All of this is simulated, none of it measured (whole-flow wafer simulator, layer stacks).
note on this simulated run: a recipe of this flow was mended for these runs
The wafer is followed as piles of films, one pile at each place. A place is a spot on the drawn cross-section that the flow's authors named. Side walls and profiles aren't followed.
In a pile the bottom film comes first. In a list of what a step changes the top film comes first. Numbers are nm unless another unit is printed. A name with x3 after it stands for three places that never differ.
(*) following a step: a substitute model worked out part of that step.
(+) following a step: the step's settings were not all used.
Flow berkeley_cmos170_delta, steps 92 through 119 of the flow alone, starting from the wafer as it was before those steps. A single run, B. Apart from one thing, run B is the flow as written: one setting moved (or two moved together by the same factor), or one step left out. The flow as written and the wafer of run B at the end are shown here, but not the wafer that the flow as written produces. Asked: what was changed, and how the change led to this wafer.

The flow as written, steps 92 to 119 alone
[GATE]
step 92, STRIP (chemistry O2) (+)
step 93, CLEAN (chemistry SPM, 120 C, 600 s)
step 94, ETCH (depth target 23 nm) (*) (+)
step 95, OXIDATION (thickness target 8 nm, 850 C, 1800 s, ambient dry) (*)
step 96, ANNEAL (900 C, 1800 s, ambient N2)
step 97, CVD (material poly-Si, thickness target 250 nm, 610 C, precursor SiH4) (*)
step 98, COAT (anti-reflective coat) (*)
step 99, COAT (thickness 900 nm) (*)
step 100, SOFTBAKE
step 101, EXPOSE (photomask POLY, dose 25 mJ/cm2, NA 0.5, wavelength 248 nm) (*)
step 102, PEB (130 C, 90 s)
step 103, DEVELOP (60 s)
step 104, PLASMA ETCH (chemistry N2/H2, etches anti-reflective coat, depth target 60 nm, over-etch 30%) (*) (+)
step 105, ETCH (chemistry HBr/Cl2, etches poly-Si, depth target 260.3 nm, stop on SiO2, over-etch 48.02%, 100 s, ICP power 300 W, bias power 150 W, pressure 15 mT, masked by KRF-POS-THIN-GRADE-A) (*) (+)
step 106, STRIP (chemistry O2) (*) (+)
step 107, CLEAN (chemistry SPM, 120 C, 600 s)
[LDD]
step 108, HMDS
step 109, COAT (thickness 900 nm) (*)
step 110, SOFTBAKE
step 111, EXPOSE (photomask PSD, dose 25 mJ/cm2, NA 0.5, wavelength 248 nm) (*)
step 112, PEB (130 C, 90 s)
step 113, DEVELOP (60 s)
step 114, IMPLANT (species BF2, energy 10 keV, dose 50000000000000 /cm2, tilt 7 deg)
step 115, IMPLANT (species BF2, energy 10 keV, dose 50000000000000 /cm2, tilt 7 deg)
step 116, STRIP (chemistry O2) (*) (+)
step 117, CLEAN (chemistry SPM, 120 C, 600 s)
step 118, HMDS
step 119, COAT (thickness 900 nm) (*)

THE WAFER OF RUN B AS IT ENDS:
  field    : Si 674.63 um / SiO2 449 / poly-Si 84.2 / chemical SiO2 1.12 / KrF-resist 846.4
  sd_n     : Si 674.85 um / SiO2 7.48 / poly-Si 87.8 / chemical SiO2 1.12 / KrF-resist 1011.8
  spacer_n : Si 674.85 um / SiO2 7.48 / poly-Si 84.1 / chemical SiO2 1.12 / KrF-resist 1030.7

Cause: step 97, CVD: thickness target 475 nm was run, whereas the flow has thickness target 250 nm.

Step by step, how the change led to this:
  step 97, CVD (material poly-Si, thickness target 250 nm, 610 C, precursor SiH4) (*)
      field, sd_n, spacer_n and 6 more: +475 poly-Si (new film) (in the flow as written it would be: +250 poly-Si (new film))
  step 98, COAT (anti-reflective coat) (*)
      field: +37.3 anti-reflective coat (new film) (in the flow as written it would be: +35.2 anti-reflective coat (new film))
      sd_n: +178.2 anti-reflective coat (new film) (in the flow as written it would be: +166.5 anti-reflective coat (new film))
      (also at 3 further places)
  step 104, PLASMA ETCH (chemistry N2/H2, etches anti-reflective coat, depth target 60 nm, over-etch 30%) (*) (+)
      field: -37.3 anti-reflective coat (all of it), -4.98 poly-Si (in the flow as written it would be: -35.2 anti-reflective coat (all of it), -4.65 poly-Si)
      sd_n: -178.2 anti-reflective coat (all of it), -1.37 poly-Si (in the flow as written it would be: -166.5 anti-reflective coat (all of it), -1.28 poly-Si)
      (also at 3 further places)
  step 105, ETCH (chemistry HBr/Cl2, etches poly-Si, depth target 260.3 nm, stop on SiO2, over-etch 48.02%, 100 s, ICP power 300 W, bias power 150 W, pressure 15 mT, masked by KRF-POS-THIN-GRADE-A) (*) (+)
      field: -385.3 poly-Si (in the flow as written it would be: -245.4 poly-Si (all of it), -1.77 SiO2)
      sd_n: -385.3 poly-Si (in the flow as written it would be: -248.7 poly-Si (all of it), -1.52 SiO2)
      (also at 5 further places)
  step 106, STRIP (chemistry O2) (*) (+)
      field, sd_n, spacer_n, sd_p, spacer_p, contact, m1: +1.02 chemical SiO2 (new film), -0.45 poly-Si (in the flow as written it would be: nothing)
  step 109, COAT (thickness 900 nm) (*)
      spacer_n: +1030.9 KrF-resist (new film) (in the flow as written it would be: +1008.7 KrF-resist (new film))
      gate: +644.6 KrF-resist (new film) (in the flow as written it would be: +758.7 KrF-resist (new film))
      (also at 2 further places)
  step 113, DEVELOP (60 s)
      spacer_p: -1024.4 KrF-resist (all of it) (in the flow as written it would be: -1002.9 KrF-resist (all of it))
      gate_p: -638.5 KrF-resist (all of it) (in the flow as written it would be: -752.9 KrF-resist (all of it))
  step 116, STRIP (chemistry O2) (*) (+)
      spacer_n: -1013.6 KrF-resist (all of it), +0.1 chemical SiO2 (in the flow as written it would be: -991.4 KrF-resist (all of it))
      gate: -628.4 KrF-resist (all of it), +0.17 chemical SiO2 (in the flow as written it would be: -742.2 KrF-resist (all of it), +0.17 chemical SiO2)
  step 119, COAT (thickness 900 nm) (*)
      spacer_n: +1030.7 KrF-resist (new film) (in the flow as written it would be: +1008.1 KrF-resist (new film))
      gate: +644.4 KrF-resist (new film) (in the flow as written it would be: +758 KrF-resist (new film))
      (also at 2 further places)
